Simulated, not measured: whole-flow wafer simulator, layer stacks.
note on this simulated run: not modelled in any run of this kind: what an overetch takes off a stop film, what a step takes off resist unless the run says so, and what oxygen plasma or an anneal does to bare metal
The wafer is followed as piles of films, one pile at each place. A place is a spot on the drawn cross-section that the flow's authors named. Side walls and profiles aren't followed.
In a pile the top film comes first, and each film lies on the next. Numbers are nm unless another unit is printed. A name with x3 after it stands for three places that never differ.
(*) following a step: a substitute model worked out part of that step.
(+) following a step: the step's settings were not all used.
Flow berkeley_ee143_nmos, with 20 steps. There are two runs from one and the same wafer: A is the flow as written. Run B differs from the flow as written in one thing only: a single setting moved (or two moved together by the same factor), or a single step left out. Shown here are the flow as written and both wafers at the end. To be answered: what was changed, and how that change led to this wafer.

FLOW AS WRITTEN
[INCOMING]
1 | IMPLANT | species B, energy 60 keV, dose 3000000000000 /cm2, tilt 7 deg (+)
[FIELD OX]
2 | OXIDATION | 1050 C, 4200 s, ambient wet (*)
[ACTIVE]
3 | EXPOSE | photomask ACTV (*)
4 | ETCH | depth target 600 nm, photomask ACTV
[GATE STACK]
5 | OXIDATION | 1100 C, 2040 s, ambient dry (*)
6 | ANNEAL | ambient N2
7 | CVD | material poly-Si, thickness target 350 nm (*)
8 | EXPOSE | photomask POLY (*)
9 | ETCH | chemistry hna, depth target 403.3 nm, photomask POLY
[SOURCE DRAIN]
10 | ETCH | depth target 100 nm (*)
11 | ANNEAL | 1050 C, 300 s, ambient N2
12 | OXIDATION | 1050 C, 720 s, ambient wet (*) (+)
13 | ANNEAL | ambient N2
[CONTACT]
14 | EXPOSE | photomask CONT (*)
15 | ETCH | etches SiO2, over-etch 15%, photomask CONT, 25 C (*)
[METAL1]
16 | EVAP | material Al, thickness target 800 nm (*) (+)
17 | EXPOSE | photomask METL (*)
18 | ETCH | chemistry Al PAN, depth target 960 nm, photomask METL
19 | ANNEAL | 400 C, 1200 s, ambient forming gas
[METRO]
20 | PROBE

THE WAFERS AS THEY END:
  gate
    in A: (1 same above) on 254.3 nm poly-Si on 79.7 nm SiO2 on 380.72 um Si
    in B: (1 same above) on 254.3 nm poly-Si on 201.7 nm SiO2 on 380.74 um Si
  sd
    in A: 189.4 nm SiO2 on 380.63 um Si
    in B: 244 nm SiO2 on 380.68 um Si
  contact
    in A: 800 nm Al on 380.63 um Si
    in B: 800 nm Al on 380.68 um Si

What caused this: step 4, ETCH: depth target 393 nm was run, while the flow as written has depth target 600 nm.

How this came from the change, step by step:
  4 | ETCH | depth target 600 nm, photomask ACTV
      gate, sd, contact: A -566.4 SiO2 (all of it) | B -393 SiO2
  5 | OXIDATION | 1100 C, 2040 s, ambient dry (*)
      gate, sd, contact: A +79.7 SiO2 (new film), -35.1 Si | B +28.3 SiO2, -12.5 Si
  10 | ETCH | depth target 100 nm (*)
      sd, contact: A -79.7 SiO2 (all of it) | B -100 SiO2
  12 | OXIDATION | 1050 C, 720 s, ambient wet (*) (+)
      sd, contact: A +189.4 SiO2 (new film), -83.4 Si | B +142.3 SiO2, -62.6 Si
  15 | ETCH | etches SiO2, over-etch 15%, photomask CONT, 25 C (*)
      contact: A -189.4 SiO2 (all of it) | B -244 SiO2 (all of it)
